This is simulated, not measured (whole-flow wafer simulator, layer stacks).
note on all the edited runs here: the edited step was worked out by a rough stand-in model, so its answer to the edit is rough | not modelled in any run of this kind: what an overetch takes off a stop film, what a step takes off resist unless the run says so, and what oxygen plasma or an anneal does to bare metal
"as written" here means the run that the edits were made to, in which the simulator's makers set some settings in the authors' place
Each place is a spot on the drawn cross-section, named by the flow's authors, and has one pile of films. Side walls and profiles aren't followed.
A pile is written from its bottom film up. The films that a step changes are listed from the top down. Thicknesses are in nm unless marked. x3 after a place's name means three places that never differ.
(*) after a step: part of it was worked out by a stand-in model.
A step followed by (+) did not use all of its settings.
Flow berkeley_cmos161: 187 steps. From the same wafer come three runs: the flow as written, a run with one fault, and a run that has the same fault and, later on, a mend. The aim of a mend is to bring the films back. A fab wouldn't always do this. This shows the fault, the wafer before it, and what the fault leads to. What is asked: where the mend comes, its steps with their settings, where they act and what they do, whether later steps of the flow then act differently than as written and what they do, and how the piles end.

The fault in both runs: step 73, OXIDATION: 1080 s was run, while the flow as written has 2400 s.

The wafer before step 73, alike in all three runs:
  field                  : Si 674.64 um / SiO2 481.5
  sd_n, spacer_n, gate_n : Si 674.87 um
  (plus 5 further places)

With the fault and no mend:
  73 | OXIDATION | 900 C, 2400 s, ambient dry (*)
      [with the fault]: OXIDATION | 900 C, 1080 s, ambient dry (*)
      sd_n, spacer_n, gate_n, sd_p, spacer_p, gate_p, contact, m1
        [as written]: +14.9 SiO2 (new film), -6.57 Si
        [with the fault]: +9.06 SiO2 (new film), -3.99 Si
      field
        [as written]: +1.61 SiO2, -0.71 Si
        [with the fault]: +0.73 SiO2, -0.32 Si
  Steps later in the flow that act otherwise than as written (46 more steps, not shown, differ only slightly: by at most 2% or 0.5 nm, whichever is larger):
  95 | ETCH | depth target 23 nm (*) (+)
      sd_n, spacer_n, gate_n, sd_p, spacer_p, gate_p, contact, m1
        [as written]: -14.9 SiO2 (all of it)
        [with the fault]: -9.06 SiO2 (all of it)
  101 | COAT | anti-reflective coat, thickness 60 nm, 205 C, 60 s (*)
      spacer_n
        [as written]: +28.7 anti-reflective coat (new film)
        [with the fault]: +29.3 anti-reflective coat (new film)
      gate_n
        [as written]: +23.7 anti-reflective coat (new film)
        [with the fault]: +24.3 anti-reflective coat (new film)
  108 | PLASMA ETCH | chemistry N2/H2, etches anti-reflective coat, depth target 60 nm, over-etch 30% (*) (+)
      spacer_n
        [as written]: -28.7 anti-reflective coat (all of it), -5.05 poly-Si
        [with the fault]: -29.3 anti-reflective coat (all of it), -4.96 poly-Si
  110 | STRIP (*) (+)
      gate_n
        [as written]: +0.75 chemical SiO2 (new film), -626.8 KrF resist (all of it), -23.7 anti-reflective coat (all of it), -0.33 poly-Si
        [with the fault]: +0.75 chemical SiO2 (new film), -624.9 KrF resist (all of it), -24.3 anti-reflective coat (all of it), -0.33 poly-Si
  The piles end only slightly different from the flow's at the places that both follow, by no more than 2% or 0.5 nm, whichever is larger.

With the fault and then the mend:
  The mend follows step 73.
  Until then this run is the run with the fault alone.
  73a | OXIDATION | 900 C, 1320 s, ambient dry (*) (the flow's step 73, run once more with other settings)
      sd_n, spacer_n, gate_n, sd_p, spacer_p, gate_p, contact, m1
        +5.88 SiO2, -2.59 Si
      field
        +0.89 SiO2, -0.39 Si
  Later steps of the flow that are run all act as written at every place that is followed.
  By the end, the piles equal the flow's at every place that both follow.
